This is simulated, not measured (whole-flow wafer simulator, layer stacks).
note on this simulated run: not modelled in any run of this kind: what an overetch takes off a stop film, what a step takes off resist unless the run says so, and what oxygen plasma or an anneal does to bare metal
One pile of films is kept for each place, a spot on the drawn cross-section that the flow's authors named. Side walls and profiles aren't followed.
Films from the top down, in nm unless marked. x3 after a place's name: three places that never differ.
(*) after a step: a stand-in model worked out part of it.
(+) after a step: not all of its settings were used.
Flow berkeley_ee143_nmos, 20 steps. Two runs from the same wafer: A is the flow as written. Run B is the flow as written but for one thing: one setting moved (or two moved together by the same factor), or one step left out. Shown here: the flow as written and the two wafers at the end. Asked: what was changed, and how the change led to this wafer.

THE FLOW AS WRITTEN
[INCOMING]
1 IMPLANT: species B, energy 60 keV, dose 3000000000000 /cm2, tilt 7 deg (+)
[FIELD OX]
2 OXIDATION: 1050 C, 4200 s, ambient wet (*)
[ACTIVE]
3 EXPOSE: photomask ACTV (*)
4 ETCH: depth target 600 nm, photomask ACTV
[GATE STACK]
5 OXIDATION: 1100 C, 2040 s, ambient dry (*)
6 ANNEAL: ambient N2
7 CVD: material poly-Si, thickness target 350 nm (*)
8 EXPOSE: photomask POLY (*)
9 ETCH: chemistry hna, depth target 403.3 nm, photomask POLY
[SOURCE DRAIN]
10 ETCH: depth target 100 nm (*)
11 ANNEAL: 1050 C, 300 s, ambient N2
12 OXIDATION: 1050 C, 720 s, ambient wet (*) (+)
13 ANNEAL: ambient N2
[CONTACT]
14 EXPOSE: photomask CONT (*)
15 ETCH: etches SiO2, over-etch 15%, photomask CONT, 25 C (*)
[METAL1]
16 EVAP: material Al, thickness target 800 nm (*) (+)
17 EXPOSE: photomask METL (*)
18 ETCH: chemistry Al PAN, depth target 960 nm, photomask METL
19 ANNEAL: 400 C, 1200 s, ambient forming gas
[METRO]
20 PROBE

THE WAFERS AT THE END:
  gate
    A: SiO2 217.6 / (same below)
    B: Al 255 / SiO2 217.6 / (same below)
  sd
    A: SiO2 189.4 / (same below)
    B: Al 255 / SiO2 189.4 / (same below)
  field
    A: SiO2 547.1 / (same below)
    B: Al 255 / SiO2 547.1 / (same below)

The cause: step 18, ETCH: depth target 545 nm was run, where the flow has depth target 960 nm.

How the change led to this, step by step:
  18 ETCH: chemistry Al PAN, depth target 960 nm, photomask METL
      gate, sd, field: A Al -800 (all of it) | B Al -545
Counting metal films that touch as one body, gate has 1 body; the flow as written gives 0 bodies.
Counting metal films that touch as one body, sd has 1 body; the flow as written gives 0 bodies.
Counting metal films that touch as one body, field has 1 body; the flow as written gives 0 bodies.
